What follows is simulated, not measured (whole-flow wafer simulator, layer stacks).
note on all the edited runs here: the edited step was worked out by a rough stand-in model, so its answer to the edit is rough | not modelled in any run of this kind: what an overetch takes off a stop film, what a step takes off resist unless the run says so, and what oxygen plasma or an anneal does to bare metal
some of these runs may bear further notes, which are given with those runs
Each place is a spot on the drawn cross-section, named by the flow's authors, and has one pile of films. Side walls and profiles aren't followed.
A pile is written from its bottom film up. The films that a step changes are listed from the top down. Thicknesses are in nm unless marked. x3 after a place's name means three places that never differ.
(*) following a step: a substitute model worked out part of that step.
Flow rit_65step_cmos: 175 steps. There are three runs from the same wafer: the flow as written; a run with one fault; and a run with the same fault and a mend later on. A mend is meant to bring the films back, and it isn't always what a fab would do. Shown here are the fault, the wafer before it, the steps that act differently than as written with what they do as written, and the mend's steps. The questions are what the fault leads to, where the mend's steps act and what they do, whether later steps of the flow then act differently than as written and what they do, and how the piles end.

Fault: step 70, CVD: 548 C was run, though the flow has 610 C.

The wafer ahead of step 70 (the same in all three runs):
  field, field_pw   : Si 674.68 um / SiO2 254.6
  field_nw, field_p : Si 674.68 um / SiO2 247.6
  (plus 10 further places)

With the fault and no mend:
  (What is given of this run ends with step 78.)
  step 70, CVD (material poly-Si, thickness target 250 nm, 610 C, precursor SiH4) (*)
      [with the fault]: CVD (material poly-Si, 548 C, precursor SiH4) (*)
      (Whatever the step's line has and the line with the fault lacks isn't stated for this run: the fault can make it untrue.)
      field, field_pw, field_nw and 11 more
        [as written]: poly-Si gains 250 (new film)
        [with the fault]: poly-Si gains 61.5 (new film)
  Every later step of the flow up to step 78 that is run acts as written, at every place that is followed, to within 2% or 0.5 nm, whichever is larger.
  Once step 78 is done, the piles at field, field_pw, field_nw and 11 more depart from the flow's by more than 2% or 0.5 nm, whichever is larger.
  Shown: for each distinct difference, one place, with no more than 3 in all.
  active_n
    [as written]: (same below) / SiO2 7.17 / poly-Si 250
    [with the fault]: (same below) / SiO2 7.17 / poly-Si 61.5
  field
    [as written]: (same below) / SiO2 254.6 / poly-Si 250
    [with the fault]: (same below) / SiO2 254.6 / poly-Si 61.5
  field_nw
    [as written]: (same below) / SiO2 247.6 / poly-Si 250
    [with the fault]: (same below) / SiO2 247.6 / poly-Si 61.5

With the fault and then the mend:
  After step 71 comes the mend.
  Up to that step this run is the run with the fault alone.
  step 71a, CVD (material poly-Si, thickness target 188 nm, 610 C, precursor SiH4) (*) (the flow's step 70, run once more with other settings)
      field, field_pw, field_nw and 11 more
        poly-Si gains 188
  Every later step of the flow that is run acts as written, at every place that is followed, to within 2% or 0.5 nm, whichever is larger.
  When the end is reached, the piles differ only a little from the flow's at the places that both follow, at most by 2% or 0.5 nm, whichever is larger.
